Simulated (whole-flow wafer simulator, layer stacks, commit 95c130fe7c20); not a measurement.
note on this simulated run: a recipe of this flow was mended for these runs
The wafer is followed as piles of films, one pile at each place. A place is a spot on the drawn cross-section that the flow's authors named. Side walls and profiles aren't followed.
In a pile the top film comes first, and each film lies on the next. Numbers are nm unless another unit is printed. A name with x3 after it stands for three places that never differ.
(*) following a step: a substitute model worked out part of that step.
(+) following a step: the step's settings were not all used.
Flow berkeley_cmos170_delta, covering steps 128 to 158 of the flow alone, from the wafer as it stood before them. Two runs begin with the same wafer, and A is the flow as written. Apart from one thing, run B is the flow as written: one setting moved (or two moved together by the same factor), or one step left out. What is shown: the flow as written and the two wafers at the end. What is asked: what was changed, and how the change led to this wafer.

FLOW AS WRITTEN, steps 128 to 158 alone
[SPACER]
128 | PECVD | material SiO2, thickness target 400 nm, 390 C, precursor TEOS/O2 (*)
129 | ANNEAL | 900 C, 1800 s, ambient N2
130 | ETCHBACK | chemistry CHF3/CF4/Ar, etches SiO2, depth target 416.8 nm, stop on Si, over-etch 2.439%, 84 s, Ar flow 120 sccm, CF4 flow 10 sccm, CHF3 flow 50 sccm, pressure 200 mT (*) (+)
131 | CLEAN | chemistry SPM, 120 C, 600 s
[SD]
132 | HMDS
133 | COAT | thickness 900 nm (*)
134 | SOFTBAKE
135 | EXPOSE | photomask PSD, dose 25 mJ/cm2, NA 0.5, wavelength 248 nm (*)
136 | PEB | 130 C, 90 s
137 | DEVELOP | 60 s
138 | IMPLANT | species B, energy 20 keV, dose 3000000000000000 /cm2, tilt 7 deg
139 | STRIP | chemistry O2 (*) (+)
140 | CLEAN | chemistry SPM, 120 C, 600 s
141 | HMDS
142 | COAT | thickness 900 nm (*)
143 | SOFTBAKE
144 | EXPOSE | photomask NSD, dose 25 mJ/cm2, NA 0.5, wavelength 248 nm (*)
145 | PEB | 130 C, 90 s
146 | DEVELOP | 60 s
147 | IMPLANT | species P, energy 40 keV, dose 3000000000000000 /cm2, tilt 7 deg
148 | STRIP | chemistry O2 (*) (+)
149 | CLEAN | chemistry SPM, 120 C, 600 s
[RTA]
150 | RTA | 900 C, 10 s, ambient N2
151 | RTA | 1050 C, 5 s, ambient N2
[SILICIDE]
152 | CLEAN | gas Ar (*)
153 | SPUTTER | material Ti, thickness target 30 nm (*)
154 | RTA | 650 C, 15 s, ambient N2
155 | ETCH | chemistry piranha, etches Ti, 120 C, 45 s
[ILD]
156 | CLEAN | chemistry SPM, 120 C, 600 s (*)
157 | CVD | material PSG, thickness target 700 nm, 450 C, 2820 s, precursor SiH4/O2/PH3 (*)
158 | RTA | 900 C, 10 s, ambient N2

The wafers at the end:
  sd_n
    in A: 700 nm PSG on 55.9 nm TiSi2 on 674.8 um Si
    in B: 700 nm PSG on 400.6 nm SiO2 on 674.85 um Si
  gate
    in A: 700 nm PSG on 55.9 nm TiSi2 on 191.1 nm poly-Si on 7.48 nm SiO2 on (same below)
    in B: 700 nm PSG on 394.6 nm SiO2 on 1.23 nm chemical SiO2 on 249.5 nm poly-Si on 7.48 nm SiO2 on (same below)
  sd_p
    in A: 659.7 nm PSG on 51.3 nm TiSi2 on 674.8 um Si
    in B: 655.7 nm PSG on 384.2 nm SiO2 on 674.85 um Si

Cause: step 130, ETCHBACK: chemistry CHF3/CF4/Ar, etches SiO2, depth target 416.8 nm, stop on Si, over-etch 2.439%, 84 s, Ar flow 120 sccm, CF4 flow 10 sccm, CHF3 flow 50 sccm, pressure 200 mT (*) (+), was omitted.

How this came from the change, step by step:
  131 | CLEAN | chemistry SPM, 120 C, 600 s
      sd_n, sd_p, contact, m1: A +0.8 chemical SiO2 (new film), -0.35 Si | B nothing
      gate, gate_p: A +0.8 chemical SiO2 (new film), -0.35 poly-Si | B nothing
  133 | COAT | thickness 900 nm (*)
      spacer_n: A +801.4 KrF-resist (new film) | B +1055.7 KrF-resist (new film)
      sd_p: A +1017.3 KrF-resist (new film) | B +1043.3 KrF-resist (new film)
      (and at 2 other places as well)
  136 | PEB | 130 C, 90 s
      spacer_n: A -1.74 KrF-resist | B -2.42 KrF-resist
      spacer_p: A -1.72 KrF-resist | B -2.41 KrF-resist
  137 | DEVELOP | 60 s
      sd_p: A -1014.9 KrF-resist (all of it) | B -1041 KrF-resist (all of it)
      spacer_p: A -792.3 KrF-resist (all of it) | B -1049.1 KrF-resist (all of it)
      (and at 1 other place as well)
  139 | STRIP | chemistry O2 (*) (+)
      spacer_n: A -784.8 KrF-resist (all of it) | B -1038.3 KrF-resist (all of it)
  142 | COAT | thickness 900 nm (*)
      spacer_n: A +801.5 KrF-resist (new film) | B +1055.7 KrF-resist (new film)
      sd_p: A +1017.2 KrF-resist (new film) | B +1043.3 KrF-resist (new film)
      (and at 2 other places as well)
  145 | PEB | 130 C, 90 s
      spacer_n: A -1.74 KrF-resist | B -2.42 KrF-resist
      spacer_p: A -1.73 KrF-resist | B -2.41 KrF-resist
  146 | DEVELOP | 60 s
      spacer_n: A -799.8 KrF-resist (all of it) | B -1053.3 KrF-resist (all of it)
  148 | STRIP | chemistry O2 (*) (+)
      sd_p: A -999.9 KrF-resist (all of it), +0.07 chemical SiO2 | B -1026 KrF-resist (all of it)
      gate_p: A -756.6 KrF-resist (all of it), +0.07 chemical SiO2 | B -772.9 KrF-resist (all of it)
      (and at 1 other place as well)
  152 | CLEAN | gas Ar (*)
      sd_n, sd_p, contact, m1: A -1.24 chemical SiO2 (all of it) | B -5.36 SiO2
      gate, gate_p: A -1.24 chemical SiO2 (all of it), -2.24 poly-Si | B -5.36 SiO2
  153 | SPUTTER | material Ti, thickness target 30 nm (*)
      spacer_n, spacer_p: A +30 Ti (new film) | B +21.2 Ti (new film)
  154 | RTA | 650 C, 15 s, ambient N2
      sd_n, contact, m1: A -23.4 Ti, +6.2 TiSi first (new film), +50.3 TiSi2 C49 (new film), -49 Si | B nothing
      gate, gate_p: A -23.4 Ti, +6.2 TiSi first (new film), +50.3 TiSi2 C49 (new film), -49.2 poly-Si | B nothing
      (and at 1 other place as well)
  155 | ETCH | chemistry piranha, etches Ti, 120 C, 45 s
      sd_n, gate, gate_p, contact, m1: A -6.6 Ti (all of it), -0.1 TiSi first | B -30 Ti (all of it)
      sd_p: A -6.05 Ti (all of it), -0.1 TiSi first | B -27.6 Ti (all of it)
      (and at 2 other places as well)
  157 | CVD | material PSG, thickness target 700 nm, 450 C, 2820 s, precursor SiH4/O2/PH3 (*)
      spacer_n, spacer_p: A +700 PSG (new film) | B +655.7 PSG (new film)
  158 | RTA | 900 C, 10 s, ambient N2
      sd_n, contact, m1: A under 1 film: +55.9 TiSi2 (new film), -6.09 TiSi first (all of it), -50.3 TiSi2 C49 (all of it), -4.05 Si | B nothing
      gate, gate_p: A under 1 film: +55.9 TiSi2 (new film), -6.09 TiSi first (all of it), -50.3 TiSi2 C49 (all of it), -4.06 poly-Si | B nothing
      (and at 1 other place as well)
